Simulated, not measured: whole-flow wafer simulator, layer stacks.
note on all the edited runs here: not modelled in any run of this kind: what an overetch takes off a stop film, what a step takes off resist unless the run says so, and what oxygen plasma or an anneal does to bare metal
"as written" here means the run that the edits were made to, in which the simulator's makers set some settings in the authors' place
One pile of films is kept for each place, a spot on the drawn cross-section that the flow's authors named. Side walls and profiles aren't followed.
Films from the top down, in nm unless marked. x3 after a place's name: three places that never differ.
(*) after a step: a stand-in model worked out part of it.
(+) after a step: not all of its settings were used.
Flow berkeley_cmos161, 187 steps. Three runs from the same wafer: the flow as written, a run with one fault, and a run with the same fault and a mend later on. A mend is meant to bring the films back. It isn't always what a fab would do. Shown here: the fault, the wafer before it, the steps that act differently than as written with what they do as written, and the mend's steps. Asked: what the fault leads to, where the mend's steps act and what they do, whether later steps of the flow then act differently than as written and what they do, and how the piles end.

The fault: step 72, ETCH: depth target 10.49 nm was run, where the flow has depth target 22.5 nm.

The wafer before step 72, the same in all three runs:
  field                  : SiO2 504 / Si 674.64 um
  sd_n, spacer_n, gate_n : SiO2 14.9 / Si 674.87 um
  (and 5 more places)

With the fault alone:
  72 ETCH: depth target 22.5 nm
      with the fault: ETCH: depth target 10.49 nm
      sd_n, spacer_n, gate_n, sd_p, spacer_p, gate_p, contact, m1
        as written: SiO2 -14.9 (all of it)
        with the fault: SiO2 -10.5
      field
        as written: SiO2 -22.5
        with the fault: SiO2 -10.5
  Later steps of the flow that act differently than as written (45 more steps differ only slightly, by at most 2% or 0.5 nm, whichever is larger, and aren't shown):
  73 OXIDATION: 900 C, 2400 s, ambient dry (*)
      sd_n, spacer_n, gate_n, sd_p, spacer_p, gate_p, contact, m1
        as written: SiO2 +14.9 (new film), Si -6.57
        with the fault: SiO2 +11.6, Si -5.11
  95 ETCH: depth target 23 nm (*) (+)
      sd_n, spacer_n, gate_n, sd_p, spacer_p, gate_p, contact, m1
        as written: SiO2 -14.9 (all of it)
        with the fault: SiO2 -16.1 (all of it)
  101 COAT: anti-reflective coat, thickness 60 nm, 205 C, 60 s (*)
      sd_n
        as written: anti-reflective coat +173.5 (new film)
        with the fault: anti-reflective coat +182 (new film)
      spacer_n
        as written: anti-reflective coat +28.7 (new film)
        with the fault: anti-reflective coat +26.8 (new film)
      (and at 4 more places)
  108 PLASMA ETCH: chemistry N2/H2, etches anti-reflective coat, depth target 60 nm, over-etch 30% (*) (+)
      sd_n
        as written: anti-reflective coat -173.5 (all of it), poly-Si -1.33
        with the fault: anti-reflective coat -182 (all of it), poly-Si -1.4
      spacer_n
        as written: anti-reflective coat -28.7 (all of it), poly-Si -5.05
        with the fault: anti-reflective coat -26.8 (all of it), poly-Si -5.38
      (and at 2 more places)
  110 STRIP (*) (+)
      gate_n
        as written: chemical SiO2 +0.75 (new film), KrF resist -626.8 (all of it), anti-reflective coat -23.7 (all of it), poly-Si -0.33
        with the fault: chemical SiO2 +0.75 (new film), KrF resist -633.8 (all of it), anti-reflective coat -21.8 (all of it), poly-Si -0.33
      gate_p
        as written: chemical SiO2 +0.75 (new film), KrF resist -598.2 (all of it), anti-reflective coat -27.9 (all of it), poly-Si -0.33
        with the fault: chemical SiO2 +0.75 (new film), KrF resist -602.3 (all of it), anti-reflective coat -26.9 (all of it), poly-Si -0.33
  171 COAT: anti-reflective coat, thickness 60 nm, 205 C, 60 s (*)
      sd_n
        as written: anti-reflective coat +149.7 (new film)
        with the fault: anti-reflective coat +158.4 (new film)
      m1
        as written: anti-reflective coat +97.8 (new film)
        with the fault: anti-reflective coat +100.6 (new film)
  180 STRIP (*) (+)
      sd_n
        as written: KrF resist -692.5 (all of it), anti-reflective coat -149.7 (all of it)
        with the fault: KrF resist -690.6 (all of it), anti-reflective coat -158.4 (all of it)
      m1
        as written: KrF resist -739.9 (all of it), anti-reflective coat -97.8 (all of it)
        with the fault: KrF resist -743.6 (all of it), anti-reflective coat -100.6 (all of it)
  At the end the piles differ from the flow's by more than 2% or 0.5 nm, whichever is larger, at field.
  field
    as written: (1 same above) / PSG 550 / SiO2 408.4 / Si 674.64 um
    with the fault: (1 same above) / PSG 550 / SiO2 420.4 / Si 674.64 um

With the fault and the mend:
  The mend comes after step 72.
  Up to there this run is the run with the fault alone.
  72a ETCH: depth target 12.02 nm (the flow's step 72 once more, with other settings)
      sd_n, spacer_n, gate_n, sd_p, spacer_p, gate_p, contact, m1
        SiO2 -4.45 (all of it)
      field
        SiO2 -12
  No later step of the flow acts differently than as written, at any place that is followed, by more than 2% or 0.5 nm, whichever is larger.
  At the end the piles are the same as the flow's at every place that both follow.
